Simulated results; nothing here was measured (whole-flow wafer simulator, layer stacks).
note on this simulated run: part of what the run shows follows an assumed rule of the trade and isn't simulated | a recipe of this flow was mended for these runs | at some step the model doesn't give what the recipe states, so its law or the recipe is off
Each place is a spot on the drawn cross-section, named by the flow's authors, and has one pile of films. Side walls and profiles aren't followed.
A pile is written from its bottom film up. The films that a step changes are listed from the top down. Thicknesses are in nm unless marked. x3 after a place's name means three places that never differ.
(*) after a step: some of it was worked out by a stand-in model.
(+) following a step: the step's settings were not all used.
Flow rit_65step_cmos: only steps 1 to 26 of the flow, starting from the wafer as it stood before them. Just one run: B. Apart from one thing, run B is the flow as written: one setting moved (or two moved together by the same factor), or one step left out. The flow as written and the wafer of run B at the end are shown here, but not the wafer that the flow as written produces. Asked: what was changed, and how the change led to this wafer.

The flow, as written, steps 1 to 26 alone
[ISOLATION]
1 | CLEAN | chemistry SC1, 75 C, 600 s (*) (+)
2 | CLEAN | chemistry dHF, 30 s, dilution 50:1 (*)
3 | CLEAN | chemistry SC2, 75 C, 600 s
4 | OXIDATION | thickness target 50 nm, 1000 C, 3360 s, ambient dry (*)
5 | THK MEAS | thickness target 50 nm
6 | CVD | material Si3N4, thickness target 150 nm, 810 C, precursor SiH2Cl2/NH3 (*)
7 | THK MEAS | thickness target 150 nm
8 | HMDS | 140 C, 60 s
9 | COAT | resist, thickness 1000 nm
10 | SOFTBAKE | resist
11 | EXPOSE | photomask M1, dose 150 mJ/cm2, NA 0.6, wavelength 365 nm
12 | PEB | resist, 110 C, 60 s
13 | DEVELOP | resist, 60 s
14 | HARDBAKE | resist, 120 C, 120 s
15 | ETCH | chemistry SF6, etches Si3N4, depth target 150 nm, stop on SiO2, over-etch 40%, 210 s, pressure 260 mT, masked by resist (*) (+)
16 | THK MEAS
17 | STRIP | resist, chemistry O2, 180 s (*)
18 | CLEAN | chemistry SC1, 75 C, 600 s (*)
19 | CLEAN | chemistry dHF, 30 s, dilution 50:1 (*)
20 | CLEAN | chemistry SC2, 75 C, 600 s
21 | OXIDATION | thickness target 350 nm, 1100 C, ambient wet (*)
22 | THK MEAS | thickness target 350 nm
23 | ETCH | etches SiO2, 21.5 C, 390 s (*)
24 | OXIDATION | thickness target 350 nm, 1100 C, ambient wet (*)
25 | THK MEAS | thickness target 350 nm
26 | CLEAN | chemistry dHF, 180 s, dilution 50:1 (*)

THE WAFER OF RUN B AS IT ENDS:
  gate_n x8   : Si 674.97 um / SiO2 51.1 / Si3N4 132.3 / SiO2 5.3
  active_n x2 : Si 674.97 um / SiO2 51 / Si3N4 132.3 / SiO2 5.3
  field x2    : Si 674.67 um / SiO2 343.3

Cause: step 26, CLEAN: 72 s was run, while the flow as written has 180 s.

The path from the change to this, step by step:
  26 | CLEAN | chemistry dHF, 180 s, dilution 50:1 (*)
      active_n x2, gate_n x8: -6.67 SiO2 (it would be, as written: -12 SiO2 (all of it), -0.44 Si3N4)
      field x2, field_pw x2: -6.67 SiO2 (it would be, as written: -16.7 SiO2)
